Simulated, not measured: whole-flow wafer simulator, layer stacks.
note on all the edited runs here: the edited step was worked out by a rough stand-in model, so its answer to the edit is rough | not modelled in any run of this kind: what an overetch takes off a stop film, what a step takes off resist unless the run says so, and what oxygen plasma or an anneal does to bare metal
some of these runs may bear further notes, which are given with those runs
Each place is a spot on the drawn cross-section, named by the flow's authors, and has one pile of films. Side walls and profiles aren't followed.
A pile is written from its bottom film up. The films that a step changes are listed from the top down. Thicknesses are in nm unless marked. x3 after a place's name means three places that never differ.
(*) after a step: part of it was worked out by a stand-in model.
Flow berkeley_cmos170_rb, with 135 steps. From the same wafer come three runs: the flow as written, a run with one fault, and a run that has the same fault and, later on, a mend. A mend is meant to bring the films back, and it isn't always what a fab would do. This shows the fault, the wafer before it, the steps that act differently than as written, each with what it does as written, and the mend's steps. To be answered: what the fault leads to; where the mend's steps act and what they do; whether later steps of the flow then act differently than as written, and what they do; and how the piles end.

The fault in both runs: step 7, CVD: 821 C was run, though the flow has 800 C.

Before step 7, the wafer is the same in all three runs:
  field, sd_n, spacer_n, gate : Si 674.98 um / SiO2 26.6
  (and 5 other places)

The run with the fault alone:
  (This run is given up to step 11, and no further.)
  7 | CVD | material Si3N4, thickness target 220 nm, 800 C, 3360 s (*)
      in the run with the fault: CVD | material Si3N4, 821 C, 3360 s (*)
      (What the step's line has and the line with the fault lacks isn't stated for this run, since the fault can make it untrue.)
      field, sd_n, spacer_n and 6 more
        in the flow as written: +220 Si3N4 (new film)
        in the run with the fault: +284.5 Si3N4 (new film)
  None of the later steps of the flow up to step 11 acts differently than as written at any place that is followed.
  After step 11, at field, sd_n, spacer_n and 6 more, the piles differ from the flow's by more than 2% or 0.5 nm, whichever is larger.
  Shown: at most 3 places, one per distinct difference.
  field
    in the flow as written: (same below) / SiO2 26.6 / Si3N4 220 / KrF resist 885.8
    in the run with the fault: (same below) / SiO2 26.6 / Si3N4 284.5 / KrF resist 885.8
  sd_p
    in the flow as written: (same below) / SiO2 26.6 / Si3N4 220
    in the run with the fault: (same below) / SiO2 26.6 / Si3N4 284.5

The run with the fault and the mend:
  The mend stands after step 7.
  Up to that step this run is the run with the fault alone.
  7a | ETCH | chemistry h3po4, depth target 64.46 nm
      field, sd_n, spacer_n and 6 more
        -64.5 Si3N4
  None of the later steps of the flow acts differently than as written at any place that is followed.
  By the end, the piles equal the flow's at every place that both follow.
